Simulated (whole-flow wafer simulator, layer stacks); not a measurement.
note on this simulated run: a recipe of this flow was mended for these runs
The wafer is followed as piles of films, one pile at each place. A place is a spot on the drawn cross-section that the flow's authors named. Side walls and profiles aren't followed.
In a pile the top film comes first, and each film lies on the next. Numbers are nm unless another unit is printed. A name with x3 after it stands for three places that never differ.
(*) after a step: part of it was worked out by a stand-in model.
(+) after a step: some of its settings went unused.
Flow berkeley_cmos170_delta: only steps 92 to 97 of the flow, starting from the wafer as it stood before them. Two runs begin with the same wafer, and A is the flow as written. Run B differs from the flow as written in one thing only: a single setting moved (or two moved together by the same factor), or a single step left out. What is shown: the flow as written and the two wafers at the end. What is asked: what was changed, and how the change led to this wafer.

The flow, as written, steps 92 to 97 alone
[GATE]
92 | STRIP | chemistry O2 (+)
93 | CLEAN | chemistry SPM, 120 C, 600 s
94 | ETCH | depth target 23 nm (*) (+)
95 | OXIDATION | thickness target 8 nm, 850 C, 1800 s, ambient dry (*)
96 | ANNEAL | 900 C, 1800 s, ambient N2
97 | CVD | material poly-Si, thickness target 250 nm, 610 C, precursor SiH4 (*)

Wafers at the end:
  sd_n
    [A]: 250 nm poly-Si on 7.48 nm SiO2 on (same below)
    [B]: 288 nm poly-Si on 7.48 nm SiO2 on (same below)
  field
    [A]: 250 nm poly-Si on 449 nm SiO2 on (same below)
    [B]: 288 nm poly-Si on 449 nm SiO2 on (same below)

What caused this: step 97, CVD: thickness target 288 nm was run, whereas the flow has thickness target 250 nm.
One can read it off the wafer: sd_n has poly-Si 288, and step 97 as written asks for 250 nm.

How this came from the change, step by step:
  97 | CVD | material poly-Si, thickness target 250 nm, 610 C, precursor SiH4 (*)
      field, sd_n, spacer_n, gate, sd_p, spacer_p x2, contact, m1: A +250 poly-Si (new film) | B +288 poly-Si (new film)
